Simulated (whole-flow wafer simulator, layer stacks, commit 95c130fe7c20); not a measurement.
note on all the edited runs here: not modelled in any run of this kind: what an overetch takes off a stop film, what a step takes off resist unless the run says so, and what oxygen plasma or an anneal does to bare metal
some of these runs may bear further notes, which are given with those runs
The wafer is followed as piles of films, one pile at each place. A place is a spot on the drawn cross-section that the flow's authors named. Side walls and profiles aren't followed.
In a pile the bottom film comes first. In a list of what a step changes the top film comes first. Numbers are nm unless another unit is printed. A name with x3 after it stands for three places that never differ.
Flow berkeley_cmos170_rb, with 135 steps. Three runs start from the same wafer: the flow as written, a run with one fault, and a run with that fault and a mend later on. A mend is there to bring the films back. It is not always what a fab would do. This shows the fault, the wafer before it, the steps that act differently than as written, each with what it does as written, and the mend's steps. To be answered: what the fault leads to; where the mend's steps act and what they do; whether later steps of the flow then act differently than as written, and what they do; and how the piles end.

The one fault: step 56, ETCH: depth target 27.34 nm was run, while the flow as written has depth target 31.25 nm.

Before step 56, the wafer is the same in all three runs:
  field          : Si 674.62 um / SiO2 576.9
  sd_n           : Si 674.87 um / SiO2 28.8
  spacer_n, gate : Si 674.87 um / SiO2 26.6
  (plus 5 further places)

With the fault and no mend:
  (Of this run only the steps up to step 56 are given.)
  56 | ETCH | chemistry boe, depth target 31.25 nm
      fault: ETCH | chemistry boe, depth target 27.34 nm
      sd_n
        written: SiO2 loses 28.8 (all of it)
        fault: SiO2 loses 27.3
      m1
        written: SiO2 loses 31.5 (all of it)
        fault: SiO2 loses 27.3
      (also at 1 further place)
  Once step 56 is done, the piles at sd_n, m1 depart from the flow's by more than 2% or 0.5 nm, whichever is larger.
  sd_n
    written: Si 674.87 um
    fault: Si 674.87 um / SiO2 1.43
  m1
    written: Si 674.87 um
    fault: Si 674.87 um / SiO2 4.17

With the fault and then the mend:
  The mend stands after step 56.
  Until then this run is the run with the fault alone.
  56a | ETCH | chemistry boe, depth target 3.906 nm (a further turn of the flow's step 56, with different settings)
      field
        SiO2 loses 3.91
      sd_n
        SiO2 loses 1.43 (all of it)
      m1
        SiO2 loses 4.17 (all of it)
  Every later step of the flow that is run acts as written, at every place that is followed, to within 2% or 0.5 nm, whichever is larger.
  The piles end the same as the flow's at every place that both follow.
